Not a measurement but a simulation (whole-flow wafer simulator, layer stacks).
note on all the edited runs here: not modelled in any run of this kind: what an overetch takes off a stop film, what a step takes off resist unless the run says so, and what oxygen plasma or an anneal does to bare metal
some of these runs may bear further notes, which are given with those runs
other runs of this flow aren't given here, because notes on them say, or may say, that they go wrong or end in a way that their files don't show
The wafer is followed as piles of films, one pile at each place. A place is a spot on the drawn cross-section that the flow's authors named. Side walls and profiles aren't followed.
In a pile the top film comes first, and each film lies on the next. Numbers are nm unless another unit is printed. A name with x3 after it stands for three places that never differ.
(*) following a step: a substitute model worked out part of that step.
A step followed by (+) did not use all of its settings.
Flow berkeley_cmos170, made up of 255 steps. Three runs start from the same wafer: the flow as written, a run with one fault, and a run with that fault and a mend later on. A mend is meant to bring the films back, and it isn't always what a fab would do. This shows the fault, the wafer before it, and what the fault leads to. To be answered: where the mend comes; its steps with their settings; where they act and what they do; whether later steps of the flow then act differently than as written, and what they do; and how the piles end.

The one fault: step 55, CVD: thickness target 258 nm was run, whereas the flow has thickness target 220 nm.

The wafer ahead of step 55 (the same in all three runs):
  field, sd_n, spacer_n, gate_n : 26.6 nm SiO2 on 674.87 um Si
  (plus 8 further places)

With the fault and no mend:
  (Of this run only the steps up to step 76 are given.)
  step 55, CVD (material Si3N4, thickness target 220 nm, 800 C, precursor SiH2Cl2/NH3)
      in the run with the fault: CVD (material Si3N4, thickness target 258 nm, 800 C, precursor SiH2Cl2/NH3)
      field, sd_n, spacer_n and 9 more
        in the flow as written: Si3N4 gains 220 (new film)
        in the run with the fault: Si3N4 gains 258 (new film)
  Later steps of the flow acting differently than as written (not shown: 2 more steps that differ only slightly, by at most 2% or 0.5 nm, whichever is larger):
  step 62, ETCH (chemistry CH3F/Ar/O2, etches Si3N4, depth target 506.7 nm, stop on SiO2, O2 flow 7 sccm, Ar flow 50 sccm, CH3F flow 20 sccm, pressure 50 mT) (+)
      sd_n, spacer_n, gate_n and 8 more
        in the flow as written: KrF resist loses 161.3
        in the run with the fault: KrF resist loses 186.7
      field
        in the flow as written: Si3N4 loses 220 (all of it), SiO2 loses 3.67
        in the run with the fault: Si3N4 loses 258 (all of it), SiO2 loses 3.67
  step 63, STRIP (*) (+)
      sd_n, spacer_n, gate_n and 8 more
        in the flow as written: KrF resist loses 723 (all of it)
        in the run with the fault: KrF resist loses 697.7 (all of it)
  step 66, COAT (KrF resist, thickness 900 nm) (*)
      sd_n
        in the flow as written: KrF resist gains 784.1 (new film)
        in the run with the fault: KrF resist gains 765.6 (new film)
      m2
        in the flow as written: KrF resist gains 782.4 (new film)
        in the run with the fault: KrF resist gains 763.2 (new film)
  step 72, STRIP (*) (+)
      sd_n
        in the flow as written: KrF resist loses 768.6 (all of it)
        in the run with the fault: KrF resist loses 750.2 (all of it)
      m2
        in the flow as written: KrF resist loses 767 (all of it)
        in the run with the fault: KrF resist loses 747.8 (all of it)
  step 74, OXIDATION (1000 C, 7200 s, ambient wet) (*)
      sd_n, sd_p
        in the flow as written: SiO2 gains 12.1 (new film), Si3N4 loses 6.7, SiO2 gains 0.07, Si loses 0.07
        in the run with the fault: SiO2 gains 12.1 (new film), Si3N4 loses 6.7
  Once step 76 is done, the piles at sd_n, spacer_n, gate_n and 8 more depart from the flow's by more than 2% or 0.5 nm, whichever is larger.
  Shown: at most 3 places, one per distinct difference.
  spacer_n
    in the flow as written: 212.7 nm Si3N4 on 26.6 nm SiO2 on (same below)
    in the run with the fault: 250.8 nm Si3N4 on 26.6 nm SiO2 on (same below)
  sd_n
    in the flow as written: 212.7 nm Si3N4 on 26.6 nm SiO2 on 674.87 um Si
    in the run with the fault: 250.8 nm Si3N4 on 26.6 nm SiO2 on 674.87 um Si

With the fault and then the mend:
  After step 55 comes the mend.
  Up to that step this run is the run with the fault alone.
  step 55a, ETCH (chemistry h3po4, depth target 296.7 nm)
      field, sd_n, spacer_n and 9 more
        Si3N4 loses 258 (all of it)
  step 55b, CLEAN (chemistry SPM)
      leaves every film unchanged at each place that is followed
  step 55c, CVD (material Si3N4, thickness target 220 nm, 800 C, precursor SiH2Cl2/NH3) (a further turn of the flow's step 55)
      field, sd_n, spacer_n and 9 more
        Si3N4 gains 220 (new film)
  Every later step of the flow that is run acts as written at every place that is followed.
  At every place that both follow, the piles at the end match the flow's.
